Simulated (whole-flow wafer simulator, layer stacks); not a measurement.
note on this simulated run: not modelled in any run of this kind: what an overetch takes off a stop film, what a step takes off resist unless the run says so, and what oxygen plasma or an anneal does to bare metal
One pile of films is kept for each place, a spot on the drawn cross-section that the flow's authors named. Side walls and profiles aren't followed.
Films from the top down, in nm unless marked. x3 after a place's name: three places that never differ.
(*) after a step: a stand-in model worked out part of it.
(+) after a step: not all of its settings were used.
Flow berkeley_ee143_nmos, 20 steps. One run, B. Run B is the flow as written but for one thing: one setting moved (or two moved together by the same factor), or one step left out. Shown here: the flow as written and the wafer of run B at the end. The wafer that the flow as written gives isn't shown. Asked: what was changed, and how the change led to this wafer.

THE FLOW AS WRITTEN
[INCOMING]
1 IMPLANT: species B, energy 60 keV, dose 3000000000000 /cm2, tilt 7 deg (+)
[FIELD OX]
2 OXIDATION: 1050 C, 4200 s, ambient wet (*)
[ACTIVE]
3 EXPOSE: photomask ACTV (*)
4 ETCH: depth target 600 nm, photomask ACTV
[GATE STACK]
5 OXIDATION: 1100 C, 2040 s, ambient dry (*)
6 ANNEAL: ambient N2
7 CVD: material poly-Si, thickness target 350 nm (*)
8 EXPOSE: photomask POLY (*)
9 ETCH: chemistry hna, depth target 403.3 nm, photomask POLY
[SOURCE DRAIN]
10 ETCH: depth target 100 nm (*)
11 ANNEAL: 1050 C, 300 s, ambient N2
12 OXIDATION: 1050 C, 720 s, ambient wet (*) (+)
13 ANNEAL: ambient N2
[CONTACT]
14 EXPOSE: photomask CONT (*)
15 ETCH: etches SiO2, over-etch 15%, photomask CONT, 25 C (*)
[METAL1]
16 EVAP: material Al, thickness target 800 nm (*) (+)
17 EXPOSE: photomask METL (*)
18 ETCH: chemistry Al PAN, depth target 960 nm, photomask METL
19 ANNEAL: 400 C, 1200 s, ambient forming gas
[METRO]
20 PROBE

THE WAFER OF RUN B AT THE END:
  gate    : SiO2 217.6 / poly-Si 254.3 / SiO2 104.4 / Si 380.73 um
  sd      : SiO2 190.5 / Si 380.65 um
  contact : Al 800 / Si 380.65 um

The cause: step 4, ETCH: depth target 510 nm was run, where the flow has depth target 600 nm.

How the change led to this, step by step:
  4 ETCH: depth target 600 nm, photomask ACTV
      gate, sd, contact: SiO2 -510 (as written it would be: SiO2 -566.4 (all of it))
  5 OXIDATION: 1100 C, 2040 s, ambient dry (*)
      gate, sd, contact: SiO2 +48, Si -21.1 (as written it would be: SiO2 +79.7 (new film), Si -35.1)
  10 ETCH: depth target 100 nm (*)
      sd, contact: SiO2 -100 (as written it would be: SiO2 -79.7 (all of it))
  12 OXIDATION: 1050 C, 720 s, ambient wet (*) (+)
      sd, contact: SiO2 +186.1, Si -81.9 (as written it would be: SiO2 +189.4 (new film), Si -83.4)
